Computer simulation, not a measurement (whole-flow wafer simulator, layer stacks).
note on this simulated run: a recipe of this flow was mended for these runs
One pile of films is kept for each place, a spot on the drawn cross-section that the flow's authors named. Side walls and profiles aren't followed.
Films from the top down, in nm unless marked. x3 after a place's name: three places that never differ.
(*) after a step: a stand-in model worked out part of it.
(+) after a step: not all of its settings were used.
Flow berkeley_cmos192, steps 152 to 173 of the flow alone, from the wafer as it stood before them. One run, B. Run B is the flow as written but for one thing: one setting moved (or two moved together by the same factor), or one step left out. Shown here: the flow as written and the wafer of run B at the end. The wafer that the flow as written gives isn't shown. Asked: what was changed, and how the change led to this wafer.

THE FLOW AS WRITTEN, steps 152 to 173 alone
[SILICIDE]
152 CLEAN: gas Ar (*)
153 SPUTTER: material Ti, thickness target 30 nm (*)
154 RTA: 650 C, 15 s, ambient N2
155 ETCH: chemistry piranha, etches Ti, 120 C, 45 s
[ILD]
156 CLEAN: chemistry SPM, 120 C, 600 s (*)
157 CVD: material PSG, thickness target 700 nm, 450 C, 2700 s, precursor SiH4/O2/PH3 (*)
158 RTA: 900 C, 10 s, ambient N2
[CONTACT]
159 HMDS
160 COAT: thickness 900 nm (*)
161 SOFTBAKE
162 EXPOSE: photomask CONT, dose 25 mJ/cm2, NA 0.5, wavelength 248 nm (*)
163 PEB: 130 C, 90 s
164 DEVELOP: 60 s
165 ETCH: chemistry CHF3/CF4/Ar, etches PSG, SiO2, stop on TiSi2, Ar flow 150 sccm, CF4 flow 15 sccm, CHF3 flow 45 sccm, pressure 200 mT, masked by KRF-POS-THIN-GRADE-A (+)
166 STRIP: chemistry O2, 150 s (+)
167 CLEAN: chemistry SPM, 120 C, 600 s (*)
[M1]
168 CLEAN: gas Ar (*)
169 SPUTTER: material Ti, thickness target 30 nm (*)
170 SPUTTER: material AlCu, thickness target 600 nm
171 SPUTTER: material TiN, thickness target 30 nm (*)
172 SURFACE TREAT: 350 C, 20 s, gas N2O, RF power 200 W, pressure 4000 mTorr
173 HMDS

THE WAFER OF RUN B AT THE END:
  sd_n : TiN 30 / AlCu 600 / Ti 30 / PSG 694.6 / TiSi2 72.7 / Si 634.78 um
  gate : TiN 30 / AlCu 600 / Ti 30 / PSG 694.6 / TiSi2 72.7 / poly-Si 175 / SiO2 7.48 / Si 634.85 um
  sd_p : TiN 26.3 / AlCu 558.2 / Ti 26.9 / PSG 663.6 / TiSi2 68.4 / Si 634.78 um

The cause: step 153, SPUTTER: thickness target 39 nm was run, where the flow has thickness target 30 nm.

How the change led to this, step by step:
  153 SPUTTER: material Ti, thickness target 30 nm (*)
      field, sd_n, spacer_n, gate, spacer_p, gate_p, contact, m1: Ti +39 (new film) (as written it would be: Ti +30 (new film))
      sd_p: Ti +36.7 (new film) (as written it would be: Ti +28.2 (new film))
  154 RTA: 650 C, 15 s, ambient N2
      sd_n, contact, m1: Ti -30.4, TiSi first +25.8 (new film), TiSi2 C49 +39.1 (new film), Si -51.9 (as written it would be: Ti -23.4, TiSi first +6.2 (new film), TiSi2 C49 +50.3 (new film), Si -49)
      gate, gate_p: Ti -30.4, TiSi first +25.8 (new film), TiSi2 C49 +39.1 (new film), poly-Si -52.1 (as written it would be: Ti -23.4, TiSi first +6.2 (new film), TiSi2 C49 +50.3 (new film), poly-Si -49.2)
      (and at 1 more place)
  155 ETCH: chemistry piranha, etches Ti, 120 C, 45 s
      sd_n, gate, gate_p, contact, m1: Ti -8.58 (all of it), TiSi first -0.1 (as written it would be: Ti -6.6 (all of it), TiSi first -0.1)
      field, spacer_n, spacer_p: Ti -39 (all of it) (as written it would be: Ti -30 (all of it))
      (and at 1 more place)
  158 RTA: 900 C, 10 s, ambient N2
      sd_n, contact, m1: under 1 film: TiSi2 +72.7 (new film), TiSi first -25.7 (all of it), TiSi2 C49 -39.1 (all of it), Si -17 (as written it would be: under 1 film: TiSi2 +55.9 (new film), TiSi first -6.09 (all of it), TiSi2 C49 -50.3 (all of it), Si -4.05)
      gate, gate_p: under 1 film: TiSi2 +72.7 (new film), TiSi first -25.7 (all of it), TiSi2 C49 -39.1 (all of it), poly-Si -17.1 (as written it would be: under 1 film: TiSi2 +55.9 (new film), TiSi first -6.09 (all of it), TiSi2 C49 -50.3 (all of it), poly-Si -4.06)
      (and at 1 more place)
